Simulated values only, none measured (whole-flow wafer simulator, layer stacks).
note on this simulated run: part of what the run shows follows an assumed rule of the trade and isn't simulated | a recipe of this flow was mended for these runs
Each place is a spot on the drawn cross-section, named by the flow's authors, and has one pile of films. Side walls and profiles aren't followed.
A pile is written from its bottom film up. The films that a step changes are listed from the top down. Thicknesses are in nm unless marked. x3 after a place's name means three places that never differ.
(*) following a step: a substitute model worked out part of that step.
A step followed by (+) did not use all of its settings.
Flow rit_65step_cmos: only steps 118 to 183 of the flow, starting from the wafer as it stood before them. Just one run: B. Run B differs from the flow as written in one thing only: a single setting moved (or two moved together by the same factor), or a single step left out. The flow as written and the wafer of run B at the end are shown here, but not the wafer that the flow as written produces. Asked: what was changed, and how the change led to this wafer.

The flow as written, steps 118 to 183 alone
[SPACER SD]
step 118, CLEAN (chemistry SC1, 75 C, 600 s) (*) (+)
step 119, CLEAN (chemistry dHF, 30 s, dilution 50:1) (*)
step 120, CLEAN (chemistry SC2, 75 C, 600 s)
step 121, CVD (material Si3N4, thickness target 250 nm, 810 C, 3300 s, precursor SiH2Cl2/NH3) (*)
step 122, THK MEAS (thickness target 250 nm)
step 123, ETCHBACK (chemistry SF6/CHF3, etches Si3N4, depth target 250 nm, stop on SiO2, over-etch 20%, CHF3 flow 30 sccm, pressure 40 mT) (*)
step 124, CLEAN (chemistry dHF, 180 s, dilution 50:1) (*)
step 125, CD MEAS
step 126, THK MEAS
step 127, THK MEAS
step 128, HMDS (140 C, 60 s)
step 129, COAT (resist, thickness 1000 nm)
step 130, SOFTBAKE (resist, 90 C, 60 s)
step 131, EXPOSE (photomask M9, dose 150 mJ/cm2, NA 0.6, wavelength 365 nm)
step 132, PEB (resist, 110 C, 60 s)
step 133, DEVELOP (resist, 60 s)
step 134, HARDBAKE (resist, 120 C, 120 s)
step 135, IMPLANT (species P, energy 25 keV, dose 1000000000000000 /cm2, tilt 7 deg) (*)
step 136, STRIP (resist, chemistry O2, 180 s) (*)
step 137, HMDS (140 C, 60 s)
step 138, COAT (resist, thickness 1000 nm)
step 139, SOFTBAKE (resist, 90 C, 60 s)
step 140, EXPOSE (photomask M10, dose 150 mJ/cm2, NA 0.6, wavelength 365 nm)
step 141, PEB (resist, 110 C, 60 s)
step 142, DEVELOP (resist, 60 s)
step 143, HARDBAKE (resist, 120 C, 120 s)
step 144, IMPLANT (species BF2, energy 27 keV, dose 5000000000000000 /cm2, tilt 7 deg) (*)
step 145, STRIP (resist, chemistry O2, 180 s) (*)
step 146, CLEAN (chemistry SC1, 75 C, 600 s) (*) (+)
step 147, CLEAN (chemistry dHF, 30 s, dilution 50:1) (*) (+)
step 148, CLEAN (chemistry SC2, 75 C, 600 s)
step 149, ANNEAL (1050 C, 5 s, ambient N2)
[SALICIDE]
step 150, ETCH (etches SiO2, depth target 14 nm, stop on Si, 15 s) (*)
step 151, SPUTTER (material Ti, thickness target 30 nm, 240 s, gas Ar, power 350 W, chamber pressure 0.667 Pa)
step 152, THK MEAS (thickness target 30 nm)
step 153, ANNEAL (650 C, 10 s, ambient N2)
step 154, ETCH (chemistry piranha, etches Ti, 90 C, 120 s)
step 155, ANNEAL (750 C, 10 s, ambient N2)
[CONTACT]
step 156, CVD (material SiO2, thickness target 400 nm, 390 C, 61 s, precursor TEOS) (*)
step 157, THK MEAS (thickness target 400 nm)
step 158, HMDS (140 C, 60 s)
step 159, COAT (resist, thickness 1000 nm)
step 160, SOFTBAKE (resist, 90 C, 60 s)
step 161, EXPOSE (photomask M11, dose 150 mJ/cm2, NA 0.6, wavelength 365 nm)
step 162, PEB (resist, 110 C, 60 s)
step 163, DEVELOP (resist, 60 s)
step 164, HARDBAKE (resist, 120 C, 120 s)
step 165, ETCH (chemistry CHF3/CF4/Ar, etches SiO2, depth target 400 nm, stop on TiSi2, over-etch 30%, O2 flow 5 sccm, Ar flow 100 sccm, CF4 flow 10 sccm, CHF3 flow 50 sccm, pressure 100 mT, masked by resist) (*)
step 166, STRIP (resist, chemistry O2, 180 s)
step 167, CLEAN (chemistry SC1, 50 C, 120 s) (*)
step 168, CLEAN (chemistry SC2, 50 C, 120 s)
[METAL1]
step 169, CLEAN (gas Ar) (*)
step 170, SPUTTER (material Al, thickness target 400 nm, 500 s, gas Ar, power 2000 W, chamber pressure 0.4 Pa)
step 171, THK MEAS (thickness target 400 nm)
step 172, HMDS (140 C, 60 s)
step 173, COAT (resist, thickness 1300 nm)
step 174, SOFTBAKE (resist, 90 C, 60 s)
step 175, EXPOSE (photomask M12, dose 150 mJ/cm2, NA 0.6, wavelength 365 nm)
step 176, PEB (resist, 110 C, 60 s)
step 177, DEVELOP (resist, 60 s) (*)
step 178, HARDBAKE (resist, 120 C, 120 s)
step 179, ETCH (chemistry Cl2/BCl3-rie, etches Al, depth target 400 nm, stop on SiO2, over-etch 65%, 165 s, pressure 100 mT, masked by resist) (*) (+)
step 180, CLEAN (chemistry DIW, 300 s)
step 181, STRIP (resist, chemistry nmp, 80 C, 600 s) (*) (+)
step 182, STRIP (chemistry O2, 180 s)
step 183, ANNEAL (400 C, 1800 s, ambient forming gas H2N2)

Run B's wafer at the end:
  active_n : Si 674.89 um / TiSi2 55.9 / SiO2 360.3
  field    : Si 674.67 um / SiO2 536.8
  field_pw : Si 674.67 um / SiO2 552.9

What caused this: step 121, CVD: thickness target 227 nm was run, whereas the flow has thickness target 250 nm; step 121, CVD: 2990 s was run, where the flow has 3300 s.

The path from the change to this, step by step:
  step 121, CVD (material Si3N4, thickness target 250 nm, 810 C, 3300 s, precursor SiH2Cl2/NH3) (*)
      field, field_pw, field_nw and 11 more: +227 Si3N4 (new film) (it would be, as written: +250 Si3N4 (new film))
  step 123, ETCHBACK (chemistry SF6/CHF3, etches Si3N4, depth target 250 nm, stop on SiO2, over-etch 20%, CHF3 flow 30 sccm, pressure 40 mT) (*)
      active_n, sd_n, contact, m1: -227 Si3N4 (all of it), -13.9 SiO2 (all of it), -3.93 Si (it would be, as written: -250 Si3N4 (all of it), -1.4 SiO2)
      active_p, sd_p: -227 Si3N4 (all of it), -13.4 SiO2 (all of it), -3.97 Si (it would be, as written: -250 Si3N4 (all of it), -1.4 SiO2)
      (as well as at 6 more places)
  step 124, CLEAN (chemistry dHF, 180 s, dilution 50:1) (*)
      active_n, sd_n, contact, m1: nothing (it would be, as written: -12.5 SiO2 (all of it))
      active_p, sd_p: nothing (it would be, as written: -12 SiO2 (all of it))
      (as well as at 2 more places)
  step 132, PEB (resist, 110 C, 60 s)
      spacer_p: -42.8 resist (it would be, as written: -41.9 resist)
  step 141, PEB (resist, 110 C, 60 s)
      spacer: -42.8 resist (it would be, as written: -41.9 resist)
  step 166, STRIP (resist, chemistry O2, 180 s)
      spacer: -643 resist (all of it) (it would be, as written: -629.7 resist (all of it))
      spacer_p: -643.4 resist (all of it) (it would be, as written: -630.2 resist (all of it))
